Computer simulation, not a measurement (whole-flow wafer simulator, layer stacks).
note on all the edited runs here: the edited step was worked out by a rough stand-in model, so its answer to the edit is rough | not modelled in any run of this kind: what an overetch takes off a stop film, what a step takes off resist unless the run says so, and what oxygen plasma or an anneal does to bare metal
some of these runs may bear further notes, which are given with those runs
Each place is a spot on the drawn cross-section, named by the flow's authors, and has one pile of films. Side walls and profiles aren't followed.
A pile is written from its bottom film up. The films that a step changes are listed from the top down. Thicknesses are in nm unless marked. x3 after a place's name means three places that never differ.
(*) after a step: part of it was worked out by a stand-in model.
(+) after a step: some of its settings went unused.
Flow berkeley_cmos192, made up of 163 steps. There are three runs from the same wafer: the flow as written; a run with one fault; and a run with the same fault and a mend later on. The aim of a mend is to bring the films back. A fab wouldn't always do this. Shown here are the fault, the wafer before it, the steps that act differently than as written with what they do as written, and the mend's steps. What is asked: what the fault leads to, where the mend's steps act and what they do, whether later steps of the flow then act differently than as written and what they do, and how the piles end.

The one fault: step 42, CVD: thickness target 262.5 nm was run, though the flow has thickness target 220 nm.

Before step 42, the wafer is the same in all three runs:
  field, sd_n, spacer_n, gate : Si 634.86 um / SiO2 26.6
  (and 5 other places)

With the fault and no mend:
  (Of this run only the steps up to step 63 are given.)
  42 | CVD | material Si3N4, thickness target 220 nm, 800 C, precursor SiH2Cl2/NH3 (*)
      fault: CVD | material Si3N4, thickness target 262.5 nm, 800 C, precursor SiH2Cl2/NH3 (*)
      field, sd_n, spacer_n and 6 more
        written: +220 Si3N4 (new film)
        fault: +262.5 Si3N4 (new film)
  Later steps of the flow acting differently than as written (not shown: 2 more steps that differ only slightly, by at most 2% or 0.5 nm, whichever is larger):
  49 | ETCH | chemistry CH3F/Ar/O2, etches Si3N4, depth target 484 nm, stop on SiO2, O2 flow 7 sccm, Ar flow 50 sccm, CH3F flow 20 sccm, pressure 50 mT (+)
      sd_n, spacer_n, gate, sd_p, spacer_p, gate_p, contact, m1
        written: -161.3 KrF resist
        fault: -189.7 KrF resist
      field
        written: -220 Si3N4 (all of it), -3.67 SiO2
        fault: -262.5 Si3N4 (all of it), -3.67 SiO2
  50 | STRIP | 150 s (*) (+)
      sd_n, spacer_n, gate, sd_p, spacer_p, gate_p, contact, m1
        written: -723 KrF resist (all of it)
        fault: -694.7 KrF resist (all of it)
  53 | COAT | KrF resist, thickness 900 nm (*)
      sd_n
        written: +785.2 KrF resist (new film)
        fault: +763.6 KrF resist (new film)
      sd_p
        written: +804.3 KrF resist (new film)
        fault: +786.5 KrF resist (new film)
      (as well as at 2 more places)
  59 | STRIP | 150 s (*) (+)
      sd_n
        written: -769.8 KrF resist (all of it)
        fault: -748.3 KrF resist (all of it)
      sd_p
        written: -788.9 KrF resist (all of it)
        fault: -771.1 KrF resist (all of it)
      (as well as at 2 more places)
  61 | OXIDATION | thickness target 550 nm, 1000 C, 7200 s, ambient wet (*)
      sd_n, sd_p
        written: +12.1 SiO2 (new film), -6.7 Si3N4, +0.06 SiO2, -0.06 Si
        fault: +12.1 SiO2 (new film), -6.7 Si3N4
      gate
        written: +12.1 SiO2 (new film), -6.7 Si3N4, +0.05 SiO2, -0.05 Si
        fault: +12.1 SiO2 (new film), -6.7 Si3N4
  Once step 63 is done, the piles at sd_n, spacer_n, gate, sd_p, spacer_p, gate_p, contact, m1 depart from the flow's by more than 2% or 0.5 nm, whichever is larger.
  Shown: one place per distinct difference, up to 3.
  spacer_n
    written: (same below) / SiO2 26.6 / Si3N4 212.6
    fault: (same below) / SiO2 26.6 / Si3N4 255.1
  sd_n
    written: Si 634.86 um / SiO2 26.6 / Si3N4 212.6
    fault: Si 634.86 um / SiO2 26.6 / Si3N4 255.1

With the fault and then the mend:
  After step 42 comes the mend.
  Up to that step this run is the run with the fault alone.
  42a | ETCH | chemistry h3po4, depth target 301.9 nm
      field, sd_n, spacer_n and 6 more
        -262.5 Si3N4 (all of it)
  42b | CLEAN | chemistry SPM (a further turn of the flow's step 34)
      alters no film at any place that is followed
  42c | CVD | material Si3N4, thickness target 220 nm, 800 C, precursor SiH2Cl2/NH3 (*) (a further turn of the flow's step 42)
      field, sd_n, spacer_n and 6 more
        +220 Si3N4 (new film)
  None of the later steps of the flow acts differently than as written at any place that is followed.
  By the end, the piles equal the flow's at every place that both follow.
